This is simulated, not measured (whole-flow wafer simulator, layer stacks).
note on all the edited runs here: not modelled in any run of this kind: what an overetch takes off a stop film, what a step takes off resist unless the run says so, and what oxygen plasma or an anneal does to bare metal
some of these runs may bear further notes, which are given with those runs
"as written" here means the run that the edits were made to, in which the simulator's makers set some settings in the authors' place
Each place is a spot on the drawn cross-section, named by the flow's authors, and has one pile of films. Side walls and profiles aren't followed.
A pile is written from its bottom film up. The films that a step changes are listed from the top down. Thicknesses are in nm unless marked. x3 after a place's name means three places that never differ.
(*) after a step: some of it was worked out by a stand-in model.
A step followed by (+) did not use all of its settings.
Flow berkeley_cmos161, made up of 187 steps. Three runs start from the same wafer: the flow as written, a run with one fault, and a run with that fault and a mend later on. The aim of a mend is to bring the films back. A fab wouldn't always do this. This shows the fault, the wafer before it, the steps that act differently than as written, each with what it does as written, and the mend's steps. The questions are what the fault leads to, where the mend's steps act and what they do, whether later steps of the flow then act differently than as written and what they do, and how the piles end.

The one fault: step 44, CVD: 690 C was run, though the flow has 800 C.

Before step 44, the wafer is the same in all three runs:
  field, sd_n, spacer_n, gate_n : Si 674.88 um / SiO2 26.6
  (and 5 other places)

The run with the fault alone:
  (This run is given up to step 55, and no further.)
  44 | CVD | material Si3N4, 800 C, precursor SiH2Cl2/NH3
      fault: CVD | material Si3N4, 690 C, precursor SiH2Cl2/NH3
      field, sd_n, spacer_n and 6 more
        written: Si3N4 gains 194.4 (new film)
        fault: Si3N4 gains 31.6 (new film)
  Steps further on in the flow that do not act as written:
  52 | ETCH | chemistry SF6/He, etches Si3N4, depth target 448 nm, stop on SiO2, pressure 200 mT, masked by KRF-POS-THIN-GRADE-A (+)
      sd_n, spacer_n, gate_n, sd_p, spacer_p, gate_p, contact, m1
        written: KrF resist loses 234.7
        fault: KrF resist loses 57.7
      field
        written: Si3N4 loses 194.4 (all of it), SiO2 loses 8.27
        fault: Si3N4 loses 31.6 (all of it), SiO2 loses 8.27
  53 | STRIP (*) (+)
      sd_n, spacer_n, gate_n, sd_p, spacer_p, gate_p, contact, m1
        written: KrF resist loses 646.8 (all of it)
        fault: KrF resist loses 823.8 (all of it)
  After step 55, at sd_n, spacer_n, gate_n, sd_p, spacer_p, gate_p, contact, m1, the piles differ from the flow's by more than 2% or 0.5 nm, whichever is larger.
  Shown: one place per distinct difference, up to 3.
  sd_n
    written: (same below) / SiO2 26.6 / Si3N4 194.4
    fault: (same below) / SiO2 26.6 / Si3N4 31.6

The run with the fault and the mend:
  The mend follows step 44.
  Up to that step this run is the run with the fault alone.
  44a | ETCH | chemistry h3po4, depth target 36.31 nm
      field, sd_n, spacer_n and 6 more
        Si3N4 loses 31.6 (all of it)
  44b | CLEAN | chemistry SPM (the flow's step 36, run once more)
      leaves every film unchanged at each place that is followed
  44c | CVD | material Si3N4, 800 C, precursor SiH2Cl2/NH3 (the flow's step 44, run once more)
      field, sd_n, spacer_n and 6 more
        Si3N4 gains 194.4 (new film)
  Later steps of the flow that are run all act as written at every place that is followed.
  At every place that both follow, the piles at the end match the flow's.
